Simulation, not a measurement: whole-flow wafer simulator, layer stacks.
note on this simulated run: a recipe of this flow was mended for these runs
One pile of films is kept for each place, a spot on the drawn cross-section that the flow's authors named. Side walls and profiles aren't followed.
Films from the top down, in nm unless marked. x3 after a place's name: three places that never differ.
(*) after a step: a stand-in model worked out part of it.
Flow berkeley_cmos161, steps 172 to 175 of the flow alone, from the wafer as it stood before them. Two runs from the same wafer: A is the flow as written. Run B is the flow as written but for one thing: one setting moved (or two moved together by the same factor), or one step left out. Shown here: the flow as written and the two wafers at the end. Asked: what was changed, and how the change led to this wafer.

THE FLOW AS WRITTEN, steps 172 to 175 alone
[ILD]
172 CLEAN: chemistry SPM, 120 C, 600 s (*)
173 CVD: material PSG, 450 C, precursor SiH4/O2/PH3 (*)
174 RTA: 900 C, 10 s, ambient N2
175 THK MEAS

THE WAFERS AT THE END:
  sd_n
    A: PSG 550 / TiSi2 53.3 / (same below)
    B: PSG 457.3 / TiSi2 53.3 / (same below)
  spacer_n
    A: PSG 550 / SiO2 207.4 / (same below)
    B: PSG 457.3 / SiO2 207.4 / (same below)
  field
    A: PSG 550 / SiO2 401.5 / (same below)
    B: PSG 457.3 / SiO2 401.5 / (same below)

The cause: step 173, CVD: 423 C was run, where the flow has 450 C.

How the change led to this, step by step:
  173 CVD: material PSG, 450 C, precursor SiH4/O2/PH3 (*)
      field, sd_n, spacer_n, gate_n, spacer_p, gate_p, contact x2: A PSG +550 (new film) | B PSG +457.3 (new film)
      sd_p: A PSG +522.4 (new film) | B PSG +435.4 (new film)
